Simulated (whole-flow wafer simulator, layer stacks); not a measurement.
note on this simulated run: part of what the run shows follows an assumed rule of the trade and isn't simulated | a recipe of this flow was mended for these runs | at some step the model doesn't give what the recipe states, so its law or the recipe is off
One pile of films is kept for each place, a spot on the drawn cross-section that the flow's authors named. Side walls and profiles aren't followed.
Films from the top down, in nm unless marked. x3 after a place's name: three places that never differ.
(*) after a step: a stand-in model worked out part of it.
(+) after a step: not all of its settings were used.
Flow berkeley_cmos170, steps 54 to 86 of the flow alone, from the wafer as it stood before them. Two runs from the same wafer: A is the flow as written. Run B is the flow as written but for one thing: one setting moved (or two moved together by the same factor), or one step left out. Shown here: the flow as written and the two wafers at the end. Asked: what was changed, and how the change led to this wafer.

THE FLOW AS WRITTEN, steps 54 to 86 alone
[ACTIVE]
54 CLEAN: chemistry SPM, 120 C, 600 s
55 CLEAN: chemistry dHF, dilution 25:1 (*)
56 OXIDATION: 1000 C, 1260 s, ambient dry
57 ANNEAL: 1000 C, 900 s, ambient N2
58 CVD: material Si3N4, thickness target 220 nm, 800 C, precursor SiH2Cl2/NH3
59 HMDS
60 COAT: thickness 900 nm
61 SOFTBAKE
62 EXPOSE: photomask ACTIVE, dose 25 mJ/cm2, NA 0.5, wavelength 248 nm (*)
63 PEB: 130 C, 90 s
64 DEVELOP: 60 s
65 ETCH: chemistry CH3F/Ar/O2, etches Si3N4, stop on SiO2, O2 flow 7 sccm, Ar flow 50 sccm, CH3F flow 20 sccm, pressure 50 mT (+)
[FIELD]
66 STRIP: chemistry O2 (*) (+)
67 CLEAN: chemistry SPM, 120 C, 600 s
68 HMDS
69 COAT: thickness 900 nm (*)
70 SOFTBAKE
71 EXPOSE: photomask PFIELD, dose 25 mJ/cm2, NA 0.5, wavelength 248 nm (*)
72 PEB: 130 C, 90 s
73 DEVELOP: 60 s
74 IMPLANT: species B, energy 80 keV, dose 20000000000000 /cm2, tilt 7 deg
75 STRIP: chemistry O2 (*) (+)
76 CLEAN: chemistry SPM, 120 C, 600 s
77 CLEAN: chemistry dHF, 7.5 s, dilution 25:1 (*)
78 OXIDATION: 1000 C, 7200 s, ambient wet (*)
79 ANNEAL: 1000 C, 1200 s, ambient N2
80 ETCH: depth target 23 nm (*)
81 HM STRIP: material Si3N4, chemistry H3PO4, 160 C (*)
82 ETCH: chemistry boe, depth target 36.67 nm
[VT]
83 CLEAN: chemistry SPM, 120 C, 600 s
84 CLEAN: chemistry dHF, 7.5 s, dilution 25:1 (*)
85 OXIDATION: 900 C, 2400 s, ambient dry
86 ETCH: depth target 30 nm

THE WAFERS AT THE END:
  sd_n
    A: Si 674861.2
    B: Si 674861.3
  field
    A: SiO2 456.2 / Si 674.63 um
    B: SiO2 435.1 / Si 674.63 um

The cause: step 58, CVD: thickness target 473 nm was run, where the flow has thickness target 220 nm.

How the change led to this, step by step:
  58 CVD: material Si3N4, thickness target 220 nm, 800 C, precursor SiH2Cl2/NH3
      field, mark, sd_n and 10 more: A Si3N4 +220 (new film) | B Si3N4 +473 (new film)
  65 ETCH: chemistry CH3F/Ar/O2, etches Si3N4, stop on SiO2, O2 flow 7 sccm, Ar flow 50 sccm, CH3F flow 20 sccm, pressure 50 mT (+)
      mark, sd_n, spacer_n and 9 more: A KrF-resist -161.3 | B KrF-resist -330
      field: A Si3N4 -220 (all of it), SiO2 -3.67 | B Si3N4 -473 (all of it), SiO2 -3.67
  66 STRIP: chemistry O2 (*) (+)
      mark, sd_n, spacer_n and 9 more: A KrF-resist -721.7 (all of it) | B KrF-resist -553.1 (all of it)
  69 COAT: thickness 900 nm (*)
      field: A KrF-resist +957.2 (new film) | B KrF-resist +1028.6 (new film)
      sd_n: A KrF-resist +784.1 (new film) | B KrF-resist +667.3 (new film)
      (and at 10 more places)
  73 DEVELOP: 60 s
      field: A KrF-resist -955 (all of it) | B KrF-resist -1026.3 (all of it)
  75 STRIP: chemistry O2 (*) (+)
      sd_n: A KrF-resist -767.4 (all of it) | B KrF-resist -651 (all of it)
      spacer_n: A KrF-resist -803.4 (all of it) | B KrF-resist -721.7 (all of it)
      (and at 9 more places)
  78 OXIDATION: 1000 C, 7200 s, ambient wet (*)
      sd_n, sd_p: A SiO2 +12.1 (new film), Si3N4 -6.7, SiO2 +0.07, Si -0.07 | B SiO2 +12.1 (new film), Si3N4 -6.7
  81 HM STRIP: material Si3N4, chemistry H3PO4, 160 C (*)
      mark, sd_n, spacer_n and 9 more: A Si3N4 -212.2 (all of it), SiO2 -11.1 | B Si3N4 -465.2 (all of it), SiO2 -24.3
      field: A SiO2 -17.7 | B SiO2 -38.9
  82 ETCH: chemistry boe, depth target 36.67 nm
      mark, spacer_n, gate_n and 7 more: A SiO2 -15.5 (all of it) | B SiO2 -2.23 (all of it)
      sd_n, sd_p: A SiO2 -15.5 (all of it) | B SiO2 -2.32 (all of it)
